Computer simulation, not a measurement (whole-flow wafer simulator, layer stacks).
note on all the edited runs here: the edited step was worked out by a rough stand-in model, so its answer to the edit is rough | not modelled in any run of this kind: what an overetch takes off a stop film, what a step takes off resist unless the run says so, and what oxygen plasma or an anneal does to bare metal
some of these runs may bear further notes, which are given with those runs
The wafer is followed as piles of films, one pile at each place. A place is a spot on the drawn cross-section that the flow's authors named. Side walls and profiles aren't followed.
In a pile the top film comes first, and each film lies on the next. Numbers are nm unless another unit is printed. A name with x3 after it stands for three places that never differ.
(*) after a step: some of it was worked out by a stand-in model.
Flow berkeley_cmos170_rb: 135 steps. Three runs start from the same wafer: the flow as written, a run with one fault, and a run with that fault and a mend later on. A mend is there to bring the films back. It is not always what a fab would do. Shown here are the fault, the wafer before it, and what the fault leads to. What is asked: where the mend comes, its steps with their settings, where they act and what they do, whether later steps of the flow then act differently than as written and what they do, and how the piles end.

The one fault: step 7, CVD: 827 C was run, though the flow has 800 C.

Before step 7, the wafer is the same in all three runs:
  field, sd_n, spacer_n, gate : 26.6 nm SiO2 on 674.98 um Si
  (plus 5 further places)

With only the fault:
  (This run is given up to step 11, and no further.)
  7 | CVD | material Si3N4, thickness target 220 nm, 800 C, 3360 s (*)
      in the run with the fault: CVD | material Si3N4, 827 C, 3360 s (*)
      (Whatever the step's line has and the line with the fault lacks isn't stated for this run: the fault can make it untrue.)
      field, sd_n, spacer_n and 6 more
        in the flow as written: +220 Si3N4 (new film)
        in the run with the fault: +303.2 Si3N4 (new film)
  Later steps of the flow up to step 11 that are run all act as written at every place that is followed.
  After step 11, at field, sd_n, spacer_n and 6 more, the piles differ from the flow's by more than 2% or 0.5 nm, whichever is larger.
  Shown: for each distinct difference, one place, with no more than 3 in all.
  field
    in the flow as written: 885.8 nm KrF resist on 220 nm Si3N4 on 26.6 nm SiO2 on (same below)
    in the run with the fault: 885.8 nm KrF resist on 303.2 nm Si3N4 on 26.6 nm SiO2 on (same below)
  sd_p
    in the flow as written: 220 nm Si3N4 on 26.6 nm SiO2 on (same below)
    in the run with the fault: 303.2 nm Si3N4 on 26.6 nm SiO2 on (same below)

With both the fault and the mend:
  After step 7 comes the mend.
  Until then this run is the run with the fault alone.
  7a | ETCH | chemistry h3po4, depth target 83.23 nm
      field, sd_n, spacer_n and 6 more
        -83.2 Si3N4
  Later steps of the flow that are run all act as written at every place that is followed.
  At every place that both follow, the piles at the end match the flow's.
